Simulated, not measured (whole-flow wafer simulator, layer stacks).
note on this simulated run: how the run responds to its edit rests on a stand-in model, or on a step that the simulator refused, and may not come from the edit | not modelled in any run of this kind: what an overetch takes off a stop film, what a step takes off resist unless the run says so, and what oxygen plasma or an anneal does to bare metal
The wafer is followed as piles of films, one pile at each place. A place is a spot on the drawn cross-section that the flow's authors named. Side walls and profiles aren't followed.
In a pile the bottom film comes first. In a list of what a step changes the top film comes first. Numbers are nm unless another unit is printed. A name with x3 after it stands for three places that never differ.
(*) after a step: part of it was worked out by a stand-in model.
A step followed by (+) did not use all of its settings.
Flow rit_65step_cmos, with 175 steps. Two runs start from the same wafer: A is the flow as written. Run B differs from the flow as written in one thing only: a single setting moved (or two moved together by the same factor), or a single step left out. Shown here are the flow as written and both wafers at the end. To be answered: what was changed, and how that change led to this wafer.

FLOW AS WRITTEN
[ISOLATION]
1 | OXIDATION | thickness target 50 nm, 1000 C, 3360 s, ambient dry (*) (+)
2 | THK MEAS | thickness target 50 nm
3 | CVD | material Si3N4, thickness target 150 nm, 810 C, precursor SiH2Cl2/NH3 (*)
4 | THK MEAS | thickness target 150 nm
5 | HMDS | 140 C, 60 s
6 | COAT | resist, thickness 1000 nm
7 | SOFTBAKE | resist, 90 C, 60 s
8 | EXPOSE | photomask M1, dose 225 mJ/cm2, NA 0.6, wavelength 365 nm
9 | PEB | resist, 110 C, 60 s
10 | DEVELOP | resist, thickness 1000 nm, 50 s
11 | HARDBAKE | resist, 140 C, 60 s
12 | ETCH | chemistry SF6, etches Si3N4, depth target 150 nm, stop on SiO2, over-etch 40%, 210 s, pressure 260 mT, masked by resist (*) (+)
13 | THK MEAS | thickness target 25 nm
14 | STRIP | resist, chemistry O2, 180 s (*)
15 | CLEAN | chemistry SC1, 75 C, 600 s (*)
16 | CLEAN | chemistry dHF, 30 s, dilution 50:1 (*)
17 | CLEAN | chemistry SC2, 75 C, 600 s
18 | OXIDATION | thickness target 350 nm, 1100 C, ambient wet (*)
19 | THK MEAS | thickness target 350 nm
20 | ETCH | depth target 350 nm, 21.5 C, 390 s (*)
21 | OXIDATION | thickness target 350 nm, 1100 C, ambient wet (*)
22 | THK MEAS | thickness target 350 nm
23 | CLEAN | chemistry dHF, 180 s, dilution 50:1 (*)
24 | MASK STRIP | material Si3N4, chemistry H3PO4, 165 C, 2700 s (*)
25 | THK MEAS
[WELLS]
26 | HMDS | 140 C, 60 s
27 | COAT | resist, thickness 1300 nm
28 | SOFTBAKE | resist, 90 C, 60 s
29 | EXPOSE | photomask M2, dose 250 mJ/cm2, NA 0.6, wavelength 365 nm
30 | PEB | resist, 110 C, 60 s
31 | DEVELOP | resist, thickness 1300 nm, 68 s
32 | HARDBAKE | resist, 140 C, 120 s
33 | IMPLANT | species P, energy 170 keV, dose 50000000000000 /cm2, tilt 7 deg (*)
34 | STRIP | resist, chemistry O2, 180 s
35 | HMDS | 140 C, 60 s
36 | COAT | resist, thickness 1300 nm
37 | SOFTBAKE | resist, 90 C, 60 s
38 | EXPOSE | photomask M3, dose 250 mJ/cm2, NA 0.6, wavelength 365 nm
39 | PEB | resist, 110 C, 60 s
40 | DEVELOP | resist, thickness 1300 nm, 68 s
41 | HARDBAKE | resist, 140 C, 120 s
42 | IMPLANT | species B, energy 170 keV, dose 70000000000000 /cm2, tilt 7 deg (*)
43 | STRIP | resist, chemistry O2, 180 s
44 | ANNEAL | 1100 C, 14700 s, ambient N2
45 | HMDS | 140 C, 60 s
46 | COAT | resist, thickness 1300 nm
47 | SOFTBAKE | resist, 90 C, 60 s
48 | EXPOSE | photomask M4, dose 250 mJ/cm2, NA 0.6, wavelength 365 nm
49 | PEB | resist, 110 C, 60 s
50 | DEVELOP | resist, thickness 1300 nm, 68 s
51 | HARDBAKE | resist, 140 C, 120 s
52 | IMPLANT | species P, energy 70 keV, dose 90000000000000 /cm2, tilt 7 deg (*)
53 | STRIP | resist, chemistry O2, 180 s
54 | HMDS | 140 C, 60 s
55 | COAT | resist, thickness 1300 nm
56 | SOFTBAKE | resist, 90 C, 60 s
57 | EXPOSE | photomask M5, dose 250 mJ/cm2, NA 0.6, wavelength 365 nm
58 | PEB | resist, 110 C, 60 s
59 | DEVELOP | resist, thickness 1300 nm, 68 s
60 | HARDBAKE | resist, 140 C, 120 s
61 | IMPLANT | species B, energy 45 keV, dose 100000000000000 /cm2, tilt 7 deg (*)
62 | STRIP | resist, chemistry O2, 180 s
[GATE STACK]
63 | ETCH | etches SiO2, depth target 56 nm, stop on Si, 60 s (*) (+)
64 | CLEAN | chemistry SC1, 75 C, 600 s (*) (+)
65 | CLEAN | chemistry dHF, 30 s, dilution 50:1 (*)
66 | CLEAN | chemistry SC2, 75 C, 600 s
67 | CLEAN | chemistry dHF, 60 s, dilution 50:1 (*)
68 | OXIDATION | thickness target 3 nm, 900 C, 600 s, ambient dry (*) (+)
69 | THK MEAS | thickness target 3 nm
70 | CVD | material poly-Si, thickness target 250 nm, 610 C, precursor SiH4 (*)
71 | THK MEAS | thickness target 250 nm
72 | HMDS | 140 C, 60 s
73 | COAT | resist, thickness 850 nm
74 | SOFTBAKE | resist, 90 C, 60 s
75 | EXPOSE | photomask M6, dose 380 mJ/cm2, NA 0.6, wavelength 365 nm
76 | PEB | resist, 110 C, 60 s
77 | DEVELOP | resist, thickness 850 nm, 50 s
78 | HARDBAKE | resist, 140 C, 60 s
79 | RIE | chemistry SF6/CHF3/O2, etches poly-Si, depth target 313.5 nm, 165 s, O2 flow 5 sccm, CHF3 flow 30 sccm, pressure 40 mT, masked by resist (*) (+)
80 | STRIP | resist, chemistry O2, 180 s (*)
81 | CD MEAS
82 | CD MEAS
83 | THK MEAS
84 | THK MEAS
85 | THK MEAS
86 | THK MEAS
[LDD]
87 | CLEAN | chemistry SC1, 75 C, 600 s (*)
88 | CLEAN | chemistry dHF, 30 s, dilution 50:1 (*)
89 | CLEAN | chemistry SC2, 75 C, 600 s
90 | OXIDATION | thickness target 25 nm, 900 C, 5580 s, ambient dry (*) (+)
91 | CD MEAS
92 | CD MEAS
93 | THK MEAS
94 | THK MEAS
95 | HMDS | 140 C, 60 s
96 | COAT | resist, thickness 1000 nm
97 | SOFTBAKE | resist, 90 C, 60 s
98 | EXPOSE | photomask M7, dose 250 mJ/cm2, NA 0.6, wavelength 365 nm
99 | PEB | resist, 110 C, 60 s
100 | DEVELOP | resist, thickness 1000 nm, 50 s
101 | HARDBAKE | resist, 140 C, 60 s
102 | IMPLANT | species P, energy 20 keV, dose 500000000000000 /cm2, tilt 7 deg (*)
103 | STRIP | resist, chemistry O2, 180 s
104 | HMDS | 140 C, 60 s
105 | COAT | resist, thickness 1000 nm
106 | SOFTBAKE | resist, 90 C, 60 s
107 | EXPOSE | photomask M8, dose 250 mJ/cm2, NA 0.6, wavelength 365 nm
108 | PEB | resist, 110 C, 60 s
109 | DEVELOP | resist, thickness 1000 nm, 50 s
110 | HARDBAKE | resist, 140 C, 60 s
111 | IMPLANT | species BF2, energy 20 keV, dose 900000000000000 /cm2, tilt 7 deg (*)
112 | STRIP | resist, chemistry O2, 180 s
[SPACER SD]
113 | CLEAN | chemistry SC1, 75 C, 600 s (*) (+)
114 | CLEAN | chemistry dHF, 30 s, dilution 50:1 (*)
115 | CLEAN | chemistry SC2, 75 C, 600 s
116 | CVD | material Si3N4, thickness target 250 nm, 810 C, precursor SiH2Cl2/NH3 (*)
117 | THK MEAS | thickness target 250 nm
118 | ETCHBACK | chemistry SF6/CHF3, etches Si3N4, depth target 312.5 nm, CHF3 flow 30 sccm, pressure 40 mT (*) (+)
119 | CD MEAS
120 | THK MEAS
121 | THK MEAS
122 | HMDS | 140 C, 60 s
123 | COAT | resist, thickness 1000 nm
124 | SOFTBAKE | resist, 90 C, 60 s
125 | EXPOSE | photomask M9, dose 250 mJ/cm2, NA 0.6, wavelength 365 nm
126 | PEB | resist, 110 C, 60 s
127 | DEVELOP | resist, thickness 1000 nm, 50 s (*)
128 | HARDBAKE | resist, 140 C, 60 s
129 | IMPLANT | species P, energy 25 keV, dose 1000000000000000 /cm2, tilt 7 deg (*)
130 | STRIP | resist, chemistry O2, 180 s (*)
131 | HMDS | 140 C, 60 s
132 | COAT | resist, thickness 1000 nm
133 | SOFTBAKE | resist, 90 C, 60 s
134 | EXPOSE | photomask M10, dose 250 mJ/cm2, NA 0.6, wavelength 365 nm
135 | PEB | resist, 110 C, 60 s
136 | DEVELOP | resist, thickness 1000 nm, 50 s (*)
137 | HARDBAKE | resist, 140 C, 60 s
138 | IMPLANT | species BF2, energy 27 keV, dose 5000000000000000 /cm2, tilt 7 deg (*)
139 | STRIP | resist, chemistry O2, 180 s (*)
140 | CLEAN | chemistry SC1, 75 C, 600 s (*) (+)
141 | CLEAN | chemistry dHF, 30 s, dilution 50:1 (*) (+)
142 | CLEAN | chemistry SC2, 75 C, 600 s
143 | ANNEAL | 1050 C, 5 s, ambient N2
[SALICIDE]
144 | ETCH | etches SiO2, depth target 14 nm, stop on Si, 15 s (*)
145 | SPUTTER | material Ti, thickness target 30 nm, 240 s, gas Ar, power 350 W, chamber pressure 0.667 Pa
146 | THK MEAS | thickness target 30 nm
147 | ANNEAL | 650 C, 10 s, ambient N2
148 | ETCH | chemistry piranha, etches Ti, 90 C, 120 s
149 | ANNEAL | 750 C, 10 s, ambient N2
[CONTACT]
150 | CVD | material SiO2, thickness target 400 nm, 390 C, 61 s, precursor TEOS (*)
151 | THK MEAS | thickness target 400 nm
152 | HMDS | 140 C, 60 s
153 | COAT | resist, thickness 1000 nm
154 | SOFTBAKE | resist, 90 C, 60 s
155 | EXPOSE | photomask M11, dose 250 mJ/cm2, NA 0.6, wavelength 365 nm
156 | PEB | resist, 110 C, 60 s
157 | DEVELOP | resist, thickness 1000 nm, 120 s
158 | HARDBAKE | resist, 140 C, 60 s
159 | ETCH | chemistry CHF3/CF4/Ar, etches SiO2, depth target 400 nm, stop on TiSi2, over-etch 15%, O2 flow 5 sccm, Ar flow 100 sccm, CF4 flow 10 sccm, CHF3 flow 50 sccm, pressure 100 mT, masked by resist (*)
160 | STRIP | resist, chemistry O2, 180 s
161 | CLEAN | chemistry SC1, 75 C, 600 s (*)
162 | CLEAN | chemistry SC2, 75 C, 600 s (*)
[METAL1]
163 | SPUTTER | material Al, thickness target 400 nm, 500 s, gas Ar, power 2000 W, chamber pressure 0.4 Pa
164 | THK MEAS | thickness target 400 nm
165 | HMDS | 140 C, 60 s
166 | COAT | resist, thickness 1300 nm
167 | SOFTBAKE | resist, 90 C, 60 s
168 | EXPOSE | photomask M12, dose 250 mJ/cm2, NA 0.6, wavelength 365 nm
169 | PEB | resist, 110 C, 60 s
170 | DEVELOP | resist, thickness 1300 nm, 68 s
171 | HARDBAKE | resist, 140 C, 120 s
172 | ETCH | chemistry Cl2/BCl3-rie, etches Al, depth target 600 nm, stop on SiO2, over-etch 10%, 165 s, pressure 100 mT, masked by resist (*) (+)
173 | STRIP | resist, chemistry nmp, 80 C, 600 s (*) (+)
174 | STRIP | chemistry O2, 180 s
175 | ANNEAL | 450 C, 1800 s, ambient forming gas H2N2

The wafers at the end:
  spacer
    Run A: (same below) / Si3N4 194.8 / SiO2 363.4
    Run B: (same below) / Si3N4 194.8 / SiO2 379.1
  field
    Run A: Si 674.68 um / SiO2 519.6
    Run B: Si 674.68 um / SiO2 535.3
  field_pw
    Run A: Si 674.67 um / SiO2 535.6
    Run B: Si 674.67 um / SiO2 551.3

The reason: step 163, SPUTTER: power 2626 W was run, though the flow has power 2000 W.

How this came from the change, step by step:
  163 | SPUTTER | material Al, thickness target 400 nm, 500 s, gas Ar, power 2000 W, chamber pressure 0.4 Pa
      field, field_pw, field_p, spacer, spacer_p: A +400 Al (new film) | B +525.2 Al (new film)
      gate_n, gate_p: A +396 Al (new film) | B +506.9 Al (new film)
      (as well as at 1 more place)
  172 | ETCH | chemistry Cl2/BCl3-rie, etches Al, depth target 600 nm, stop on SiO2, over-etch 10%, 165 s, pressure 100 mT, masked by resist (*) (+)
      field, field_pw, field_p: A -400 Al (all of it), -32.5 SiO2 | B -525.2 Al (all of it), -16.9 SiO2
      gate_n, gate_p: A -396 Al (all of it), -33 SiO2 | B -506.9 Al (all of it), -19.1 SiO2
      (as well as at 3 more places)
